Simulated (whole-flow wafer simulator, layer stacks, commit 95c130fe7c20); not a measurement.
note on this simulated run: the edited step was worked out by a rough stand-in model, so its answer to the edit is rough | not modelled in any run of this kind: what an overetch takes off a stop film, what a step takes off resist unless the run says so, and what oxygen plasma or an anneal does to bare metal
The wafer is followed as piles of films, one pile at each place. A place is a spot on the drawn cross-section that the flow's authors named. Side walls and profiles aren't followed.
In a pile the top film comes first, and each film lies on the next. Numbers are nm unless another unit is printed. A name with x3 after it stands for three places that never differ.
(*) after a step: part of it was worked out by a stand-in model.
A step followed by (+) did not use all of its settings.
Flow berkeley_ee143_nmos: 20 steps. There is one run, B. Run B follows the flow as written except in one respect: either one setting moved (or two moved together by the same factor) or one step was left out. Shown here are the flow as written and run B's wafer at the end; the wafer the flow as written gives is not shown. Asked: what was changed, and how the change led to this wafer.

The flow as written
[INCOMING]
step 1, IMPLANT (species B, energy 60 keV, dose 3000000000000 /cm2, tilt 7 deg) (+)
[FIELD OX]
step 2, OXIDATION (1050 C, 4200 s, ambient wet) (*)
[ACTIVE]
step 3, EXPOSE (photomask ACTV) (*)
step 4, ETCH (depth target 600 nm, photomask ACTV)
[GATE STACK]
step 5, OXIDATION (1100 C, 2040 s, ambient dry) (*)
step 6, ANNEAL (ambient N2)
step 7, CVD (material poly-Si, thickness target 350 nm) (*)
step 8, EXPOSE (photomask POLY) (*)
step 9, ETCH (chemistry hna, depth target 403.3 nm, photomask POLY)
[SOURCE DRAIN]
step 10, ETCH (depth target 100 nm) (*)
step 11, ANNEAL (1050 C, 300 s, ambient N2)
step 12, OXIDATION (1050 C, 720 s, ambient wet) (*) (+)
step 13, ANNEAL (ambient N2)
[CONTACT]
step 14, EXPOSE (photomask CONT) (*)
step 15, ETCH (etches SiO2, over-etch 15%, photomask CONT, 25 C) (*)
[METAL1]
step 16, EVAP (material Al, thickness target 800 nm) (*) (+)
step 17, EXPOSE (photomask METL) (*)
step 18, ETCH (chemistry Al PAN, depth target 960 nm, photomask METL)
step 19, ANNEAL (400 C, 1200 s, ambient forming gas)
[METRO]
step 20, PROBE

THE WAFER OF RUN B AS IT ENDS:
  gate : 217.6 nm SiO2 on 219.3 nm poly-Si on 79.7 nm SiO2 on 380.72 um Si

Cause: step 7, CVD: thickness target 315 nm was run, while the flow as written has thickness target 350 nm.

Step by step, how the change led to this:
  step 7, CVD (material poly-Si, thickness target 350 nm) (*)
      gate, sd, contact, field: +315 poly-Si (new film) (in the flow as written it would be: +350 poly-Si (new film))
  step 9, ETCH (chemistry hna, depth target 403.3 nm, photomask POLY)
      sd, contact, field: -315 poly-Si (all of it) (in the flow as written it would be: -350 poly-Si (all of it))
